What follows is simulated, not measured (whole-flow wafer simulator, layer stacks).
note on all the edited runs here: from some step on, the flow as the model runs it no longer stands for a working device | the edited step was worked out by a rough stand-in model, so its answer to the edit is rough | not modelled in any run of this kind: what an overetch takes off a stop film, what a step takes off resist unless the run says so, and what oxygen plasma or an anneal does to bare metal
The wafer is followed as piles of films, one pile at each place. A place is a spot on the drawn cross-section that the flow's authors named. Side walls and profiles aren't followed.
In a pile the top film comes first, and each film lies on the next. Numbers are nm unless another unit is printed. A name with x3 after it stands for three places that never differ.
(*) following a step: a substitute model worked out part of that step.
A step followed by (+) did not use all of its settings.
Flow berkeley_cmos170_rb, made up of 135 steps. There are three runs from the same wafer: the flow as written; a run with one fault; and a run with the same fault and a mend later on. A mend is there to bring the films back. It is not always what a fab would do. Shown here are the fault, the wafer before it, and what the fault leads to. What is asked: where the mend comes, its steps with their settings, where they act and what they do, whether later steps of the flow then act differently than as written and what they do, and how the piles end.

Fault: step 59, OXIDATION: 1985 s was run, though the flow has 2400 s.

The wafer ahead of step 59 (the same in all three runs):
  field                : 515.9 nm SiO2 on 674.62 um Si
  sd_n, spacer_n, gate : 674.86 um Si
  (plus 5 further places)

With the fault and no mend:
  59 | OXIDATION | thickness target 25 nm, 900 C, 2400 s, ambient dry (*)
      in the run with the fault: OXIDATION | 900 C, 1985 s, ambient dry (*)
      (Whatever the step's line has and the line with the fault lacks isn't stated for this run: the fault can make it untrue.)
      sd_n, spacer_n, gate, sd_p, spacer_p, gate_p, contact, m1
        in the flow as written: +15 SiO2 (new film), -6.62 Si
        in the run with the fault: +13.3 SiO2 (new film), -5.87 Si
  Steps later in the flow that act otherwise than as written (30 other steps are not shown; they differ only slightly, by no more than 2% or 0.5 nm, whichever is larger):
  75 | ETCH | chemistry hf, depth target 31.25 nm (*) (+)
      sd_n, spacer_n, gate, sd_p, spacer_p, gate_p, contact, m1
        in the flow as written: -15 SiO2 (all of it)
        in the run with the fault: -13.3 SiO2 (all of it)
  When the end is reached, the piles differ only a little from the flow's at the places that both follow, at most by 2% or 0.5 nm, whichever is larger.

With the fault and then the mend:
  After step 60 comes the mend.
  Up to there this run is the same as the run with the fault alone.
  60a | OXIDATION | 900 C, 413 s, ambient dry (*) (a further turn of the flow's step 59, with different settings)
      sd_n, spacer_n, gate, sd_p, spacer_p, gate_p, contact, m1
        +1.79 SiO2, -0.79 Si
      field
        +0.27 SiO2, -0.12 Si
  None of the later steps of the flow differs from how it acts as written, at any place that is followed, by more than 2% or 0.5 nm, whichever is larger.
  When the end is reached, the piles differ only a little from the flow's at the places that both follow, at most by 2% or 0.5 nm, whichever is larger.
